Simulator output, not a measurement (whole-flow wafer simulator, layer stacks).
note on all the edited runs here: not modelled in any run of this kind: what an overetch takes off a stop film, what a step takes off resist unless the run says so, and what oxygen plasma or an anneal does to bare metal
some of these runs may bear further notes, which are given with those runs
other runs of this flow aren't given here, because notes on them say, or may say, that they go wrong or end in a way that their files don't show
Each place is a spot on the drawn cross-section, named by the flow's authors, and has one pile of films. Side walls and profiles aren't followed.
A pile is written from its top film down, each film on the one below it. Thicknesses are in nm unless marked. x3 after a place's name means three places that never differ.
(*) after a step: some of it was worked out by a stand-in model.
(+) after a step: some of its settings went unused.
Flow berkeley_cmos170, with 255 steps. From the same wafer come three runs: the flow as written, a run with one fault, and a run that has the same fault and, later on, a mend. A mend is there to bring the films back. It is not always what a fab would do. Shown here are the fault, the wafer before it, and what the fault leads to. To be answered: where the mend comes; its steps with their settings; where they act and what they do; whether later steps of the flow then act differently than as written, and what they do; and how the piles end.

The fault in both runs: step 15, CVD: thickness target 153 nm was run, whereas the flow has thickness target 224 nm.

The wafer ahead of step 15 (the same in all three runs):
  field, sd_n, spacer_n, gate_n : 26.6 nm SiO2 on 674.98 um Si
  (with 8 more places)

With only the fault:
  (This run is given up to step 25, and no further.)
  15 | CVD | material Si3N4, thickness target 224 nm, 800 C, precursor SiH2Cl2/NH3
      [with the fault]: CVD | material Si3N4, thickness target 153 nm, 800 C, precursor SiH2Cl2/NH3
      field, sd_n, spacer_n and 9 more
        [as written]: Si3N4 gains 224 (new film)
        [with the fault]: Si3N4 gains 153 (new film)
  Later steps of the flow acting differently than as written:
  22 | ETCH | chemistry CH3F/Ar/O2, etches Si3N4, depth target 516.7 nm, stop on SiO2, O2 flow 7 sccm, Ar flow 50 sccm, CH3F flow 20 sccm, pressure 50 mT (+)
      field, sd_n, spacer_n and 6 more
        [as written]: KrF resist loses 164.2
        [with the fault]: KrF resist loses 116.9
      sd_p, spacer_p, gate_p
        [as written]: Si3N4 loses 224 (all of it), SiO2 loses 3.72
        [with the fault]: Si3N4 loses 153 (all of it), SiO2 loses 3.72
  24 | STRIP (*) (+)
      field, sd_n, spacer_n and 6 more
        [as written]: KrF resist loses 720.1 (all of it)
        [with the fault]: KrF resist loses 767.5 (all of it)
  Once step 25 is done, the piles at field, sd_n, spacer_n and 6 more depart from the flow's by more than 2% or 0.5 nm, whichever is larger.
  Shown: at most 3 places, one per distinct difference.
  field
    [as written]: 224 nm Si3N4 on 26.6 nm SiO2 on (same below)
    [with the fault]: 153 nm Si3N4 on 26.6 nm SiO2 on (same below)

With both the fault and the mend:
  The mend follows step 15.
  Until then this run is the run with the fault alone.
  15a | ETCH | chemistry h3po4, depth target 175.9 nm
      field, sd_n, spacer_n and 9 more
        Si3N4 loses 153 (all of it)
  15b | CLEAN | chemistry SPM
      leaves every film unchanged at each place that is followed
  15c | CVD | material Si3N4, thickness target 224 nm, 800 C, precursor SiH2Cl2/NH3 (the flow's step 15, run once more)
      field, sd_n, spacer_n and 9 more
        Si3N4 gains 224 (new film)
  None of the later steps of the flow acts differently than as written at any place that is followed.
  The piles end the same as the flow's at every place that both follow.
